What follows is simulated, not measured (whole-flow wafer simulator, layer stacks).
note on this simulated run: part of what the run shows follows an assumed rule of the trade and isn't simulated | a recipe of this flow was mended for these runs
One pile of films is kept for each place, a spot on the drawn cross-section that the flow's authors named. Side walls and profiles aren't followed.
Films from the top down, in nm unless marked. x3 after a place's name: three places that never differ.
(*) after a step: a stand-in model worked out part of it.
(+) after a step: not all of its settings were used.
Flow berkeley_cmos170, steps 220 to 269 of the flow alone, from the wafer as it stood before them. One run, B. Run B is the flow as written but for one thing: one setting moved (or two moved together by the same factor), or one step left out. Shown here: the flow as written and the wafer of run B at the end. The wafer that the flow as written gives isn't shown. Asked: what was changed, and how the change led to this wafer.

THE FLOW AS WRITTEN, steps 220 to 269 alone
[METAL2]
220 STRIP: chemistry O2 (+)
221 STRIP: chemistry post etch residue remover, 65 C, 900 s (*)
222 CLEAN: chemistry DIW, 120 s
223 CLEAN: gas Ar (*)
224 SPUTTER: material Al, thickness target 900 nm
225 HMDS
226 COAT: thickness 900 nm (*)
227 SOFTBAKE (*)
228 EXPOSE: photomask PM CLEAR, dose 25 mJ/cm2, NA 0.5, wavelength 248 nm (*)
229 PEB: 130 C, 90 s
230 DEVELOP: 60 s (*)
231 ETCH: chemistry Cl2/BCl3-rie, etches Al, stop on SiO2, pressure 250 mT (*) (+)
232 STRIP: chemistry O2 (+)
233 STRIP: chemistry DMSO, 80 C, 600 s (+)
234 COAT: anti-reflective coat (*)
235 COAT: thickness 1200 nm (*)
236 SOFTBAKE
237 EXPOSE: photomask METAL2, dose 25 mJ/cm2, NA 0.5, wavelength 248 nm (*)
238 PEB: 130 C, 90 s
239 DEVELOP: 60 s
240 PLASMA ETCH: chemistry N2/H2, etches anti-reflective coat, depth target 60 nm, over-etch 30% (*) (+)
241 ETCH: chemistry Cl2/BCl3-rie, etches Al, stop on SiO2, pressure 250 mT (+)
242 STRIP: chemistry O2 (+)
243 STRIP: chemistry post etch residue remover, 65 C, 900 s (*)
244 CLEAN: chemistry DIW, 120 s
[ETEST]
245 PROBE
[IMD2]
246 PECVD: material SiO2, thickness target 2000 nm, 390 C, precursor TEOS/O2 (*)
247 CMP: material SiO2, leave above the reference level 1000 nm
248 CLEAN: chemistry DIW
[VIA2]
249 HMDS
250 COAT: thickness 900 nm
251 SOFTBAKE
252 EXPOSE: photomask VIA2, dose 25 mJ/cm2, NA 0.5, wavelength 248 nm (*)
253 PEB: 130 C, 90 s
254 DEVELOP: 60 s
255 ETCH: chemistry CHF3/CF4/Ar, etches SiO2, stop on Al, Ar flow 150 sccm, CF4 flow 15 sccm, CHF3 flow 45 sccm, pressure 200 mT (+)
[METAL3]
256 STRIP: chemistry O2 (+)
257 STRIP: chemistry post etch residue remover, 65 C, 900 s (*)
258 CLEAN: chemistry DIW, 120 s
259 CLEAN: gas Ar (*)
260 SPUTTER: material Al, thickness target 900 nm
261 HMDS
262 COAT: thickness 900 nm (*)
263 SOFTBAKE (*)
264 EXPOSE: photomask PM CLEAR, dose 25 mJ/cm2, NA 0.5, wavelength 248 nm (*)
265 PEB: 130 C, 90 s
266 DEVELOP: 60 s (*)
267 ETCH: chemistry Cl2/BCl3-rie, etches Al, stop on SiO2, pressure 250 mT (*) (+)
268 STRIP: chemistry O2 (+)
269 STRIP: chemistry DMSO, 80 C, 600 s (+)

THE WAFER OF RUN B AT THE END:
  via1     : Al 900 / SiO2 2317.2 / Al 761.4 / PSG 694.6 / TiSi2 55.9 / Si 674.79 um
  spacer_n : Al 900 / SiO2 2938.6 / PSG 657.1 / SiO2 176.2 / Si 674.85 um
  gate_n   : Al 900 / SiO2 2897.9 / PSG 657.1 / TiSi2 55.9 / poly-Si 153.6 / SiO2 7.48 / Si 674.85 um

The cause: step 224, SPUTTER: thickness target 495 nm was run, where the flow has thickness target 900 nm.

How the change led to this, step by step:
  224 SPUTTER: material Al, thickness target 900 nm
      field, mark, sd_n and 9 more: Al +495 (new film) (as written it would be: Al +900 (new film))
      via1: Al +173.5 (as written it would be: Al +259.4)
  226 COAT: thickness 900 nm (*)
      via1: KrF-resist +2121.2 (new film) (as written it would be: KrF-resist +2428.6 (new film))
  229 PEB: 130 C, 90 s
      via1: KrF-resist -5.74 (as written it would be: KrF-resist -7.55)
  231 ETCH: chemistry Cl2/BCl3-rie, etches Al, stop on SiO2, pressure 250 mT (*) (+)
      field, sd_n, spacer_n and 9 more: KrF-resist -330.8 (as written it would be: KrF-resist -533.3)
      mark: Al -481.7 (all of it), SiO2 -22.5 (as written it would be: Al -886.7 (all of it), SiO2 -22.5)
  232 STRIP: chemistry O2 (+)
      field, spacer_n, gate_n: KrF-resist -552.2 (all of it) (as written it would be: KrF-resist -349.7 (all of it))
      sd_n: KrF-resist -549.7 (all of it) (as written it would be: KrF-resist -347 (all of it))
      (and at 8 more places)
  234 COAT: anti-reflective coat (*)
      via1: anti-reflective coat +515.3 (new film) (as written it would be: anti-reflective coat +671.1 (new film))
  235 COAT: thickness 1200 nm (*)
      via1: KrF-resist +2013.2 (new film) (as written it would be: KrF-resist +2189 (new film))
  238 PEB: 130 C, 90 s
      via1: KrF-resist -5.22 (as written it would be: KrF-resist -6.08)
  241 ETCH: chemistry Cl2/BCl3-rie, etches Al, stop on SiO2, pressure 250 mT (+)
      field, sd_n, spacer_n, gate_n, sd_p, spacer_p, gate_p: Al -495 (all of it), SiO2 -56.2 (as written it would be: Al -900 (all of it), SiO2 -56.2)
      contact, m1, via1, m2, via2: KrF-resist -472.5 (as written it would be: KrF-resist -675)
      (and at 1 more place)
  242 STRIP: chemistry O2 (+)
      contact: KrF-resist -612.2 (all of it), anti-reflective coat -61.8 (all of it) (as written it would be: KrF-resist -412 (all of it), anti-reflective coat -62.1 (all of it))
      m1: KrF-resist -626.6 (all of it), anti-reflective coat -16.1 (all of it) (as written it would be: KrF-resist -433.1 (all of it), anti-reflective coat -16.6 (all of it))
      (and at 3 more places)
  246 PECVD: material SiO2, thickness target 2000 nm, 390 C, precursor TEOS/O2 (*)
      via1: SiO2 +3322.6 (new film) (as written it would be: SiO2 +3103.6 (new film), void +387 (new film), SiO2 +151 (new film))
  247 CMP: material SiO2, leave above the reference level 1000 nm
      mark: SiO2 -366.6 (as written it would be: nothing)
      field, sd_n, spacer_n, gate_n, sd_p, spacer_p, gate_p: SiO2 -451.6 (as written it would be: SiO2 -46.6)
